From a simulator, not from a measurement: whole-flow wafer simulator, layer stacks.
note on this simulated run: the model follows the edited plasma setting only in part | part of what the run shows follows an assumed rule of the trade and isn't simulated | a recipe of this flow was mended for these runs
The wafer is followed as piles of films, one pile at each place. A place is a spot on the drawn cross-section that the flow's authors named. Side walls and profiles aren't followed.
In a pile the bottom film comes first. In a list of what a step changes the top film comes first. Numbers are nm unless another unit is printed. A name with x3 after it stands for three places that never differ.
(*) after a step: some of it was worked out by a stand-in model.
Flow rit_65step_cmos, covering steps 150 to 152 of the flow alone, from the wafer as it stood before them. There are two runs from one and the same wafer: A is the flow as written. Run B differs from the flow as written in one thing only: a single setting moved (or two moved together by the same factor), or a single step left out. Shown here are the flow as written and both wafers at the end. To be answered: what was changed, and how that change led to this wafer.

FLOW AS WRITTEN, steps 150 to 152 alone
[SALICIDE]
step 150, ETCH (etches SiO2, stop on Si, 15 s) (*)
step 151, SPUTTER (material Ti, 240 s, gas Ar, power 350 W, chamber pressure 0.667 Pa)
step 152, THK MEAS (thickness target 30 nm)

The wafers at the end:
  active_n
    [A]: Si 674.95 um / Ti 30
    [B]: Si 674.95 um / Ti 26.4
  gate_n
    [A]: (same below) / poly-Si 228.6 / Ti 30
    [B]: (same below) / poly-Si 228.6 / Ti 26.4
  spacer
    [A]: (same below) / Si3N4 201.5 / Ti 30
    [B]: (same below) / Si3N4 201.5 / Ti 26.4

Cause: step 151, SPUTTER: power 308 W was run, while the flow as written has power 350 W.

How this came from the change, step by step:
  step 151, SPUTTER (material Ti, 240 s, gas Ar, power 350 W, chamber pressure 0.667 Pa)
      field, field_pw, field_nw and 11 more: A +30 Ti (new film) | B +26.4 Ti (new film)
